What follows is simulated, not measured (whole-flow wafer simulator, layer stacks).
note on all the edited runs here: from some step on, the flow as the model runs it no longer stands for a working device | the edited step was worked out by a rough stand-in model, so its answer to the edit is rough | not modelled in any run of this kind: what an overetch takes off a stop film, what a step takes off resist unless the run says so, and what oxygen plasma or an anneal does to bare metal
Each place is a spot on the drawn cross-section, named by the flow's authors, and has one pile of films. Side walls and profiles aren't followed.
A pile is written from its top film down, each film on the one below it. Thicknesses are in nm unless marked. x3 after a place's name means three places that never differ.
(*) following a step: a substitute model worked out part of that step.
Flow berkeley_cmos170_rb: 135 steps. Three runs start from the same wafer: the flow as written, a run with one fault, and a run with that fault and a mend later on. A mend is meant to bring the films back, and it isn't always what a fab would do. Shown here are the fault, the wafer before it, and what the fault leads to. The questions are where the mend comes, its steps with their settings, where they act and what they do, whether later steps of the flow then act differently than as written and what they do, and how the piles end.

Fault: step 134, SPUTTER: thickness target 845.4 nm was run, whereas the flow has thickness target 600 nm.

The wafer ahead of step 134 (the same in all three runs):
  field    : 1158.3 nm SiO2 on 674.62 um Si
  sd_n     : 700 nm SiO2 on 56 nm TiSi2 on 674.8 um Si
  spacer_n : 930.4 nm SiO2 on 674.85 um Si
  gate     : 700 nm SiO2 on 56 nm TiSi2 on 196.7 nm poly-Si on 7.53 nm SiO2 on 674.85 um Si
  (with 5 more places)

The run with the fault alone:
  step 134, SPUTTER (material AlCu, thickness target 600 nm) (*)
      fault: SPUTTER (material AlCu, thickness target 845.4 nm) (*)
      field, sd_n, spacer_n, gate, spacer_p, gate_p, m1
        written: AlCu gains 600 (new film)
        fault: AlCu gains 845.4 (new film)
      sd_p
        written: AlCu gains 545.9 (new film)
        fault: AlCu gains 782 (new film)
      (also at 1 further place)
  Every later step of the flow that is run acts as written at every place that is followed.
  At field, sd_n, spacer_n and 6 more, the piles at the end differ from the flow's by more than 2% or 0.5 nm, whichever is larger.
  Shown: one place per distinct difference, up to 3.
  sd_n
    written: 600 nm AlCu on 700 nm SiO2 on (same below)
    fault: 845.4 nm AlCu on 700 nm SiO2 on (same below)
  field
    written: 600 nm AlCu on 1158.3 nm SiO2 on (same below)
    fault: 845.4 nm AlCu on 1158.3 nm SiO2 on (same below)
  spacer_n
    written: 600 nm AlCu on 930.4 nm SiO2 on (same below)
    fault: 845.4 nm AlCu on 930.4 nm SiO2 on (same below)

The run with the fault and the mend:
  The mend stands after step 134.
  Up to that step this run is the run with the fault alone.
  step 134a, ETCH (chemistry al pan, depth target 972.7 nm)
      field, sd_n, spacer_n, gate, spacer_p, gate_p, m1
        AlCu loses 845.4 (all of it)
      sd_p
        AlCu loses 782 (all of it)
      contact
        AlCu loses 573.3 (all of it)
  step 134b, SPUTTER (material AlCu, thickness target 600 nm) (*) (the flow's step 134 again)
      field, sd_n, spacer_n, gate, spacer_p, gate_p, m1
        AlCu gains 600 (new film)
      sd_p
        AlCu gains 545.9 (new film)
      contact
        AlCu gains 415.1 (new film)
  Every later step of the flow that is run acts as written at every place that is followed.
  By the end, the piles equal the flow's at every place that both follow.
